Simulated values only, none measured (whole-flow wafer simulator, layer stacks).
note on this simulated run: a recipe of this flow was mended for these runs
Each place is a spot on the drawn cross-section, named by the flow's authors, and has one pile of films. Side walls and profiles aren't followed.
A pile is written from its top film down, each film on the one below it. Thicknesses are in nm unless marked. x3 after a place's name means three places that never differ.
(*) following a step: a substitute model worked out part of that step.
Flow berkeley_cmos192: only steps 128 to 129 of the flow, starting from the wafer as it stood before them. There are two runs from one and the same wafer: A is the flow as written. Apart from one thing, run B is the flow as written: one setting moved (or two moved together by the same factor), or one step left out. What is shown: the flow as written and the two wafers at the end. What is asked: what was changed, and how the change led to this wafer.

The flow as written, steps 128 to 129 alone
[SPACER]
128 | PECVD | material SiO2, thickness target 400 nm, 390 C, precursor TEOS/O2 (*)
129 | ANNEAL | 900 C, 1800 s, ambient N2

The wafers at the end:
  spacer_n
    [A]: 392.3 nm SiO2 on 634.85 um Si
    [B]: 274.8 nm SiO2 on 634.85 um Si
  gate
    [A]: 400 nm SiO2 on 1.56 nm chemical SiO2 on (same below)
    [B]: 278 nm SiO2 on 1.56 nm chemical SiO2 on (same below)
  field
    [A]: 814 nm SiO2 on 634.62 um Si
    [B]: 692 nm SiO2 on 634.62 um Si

The reason: step 128, PECVD: thickness target 278 nm was run, while the flow as written has thickness target 400 nm.
One can read it off the wafer: gate has SiO2 278, and step 128 as written asks for 400 nm.

How this came from the change, step by step:
  128 | PECVD | material SiO2, thickness target 400 nm, 390 C, precursor TEOS/O2 (*)
      field, sd_n, contact, m1: A SiO2 gains 400 | B SiO2 gains 278
      spacer_n, sd_p, spacer_p: A SiO2 gains 386.5 | B SiO2 gains 269
      (and at 2 other places as well)
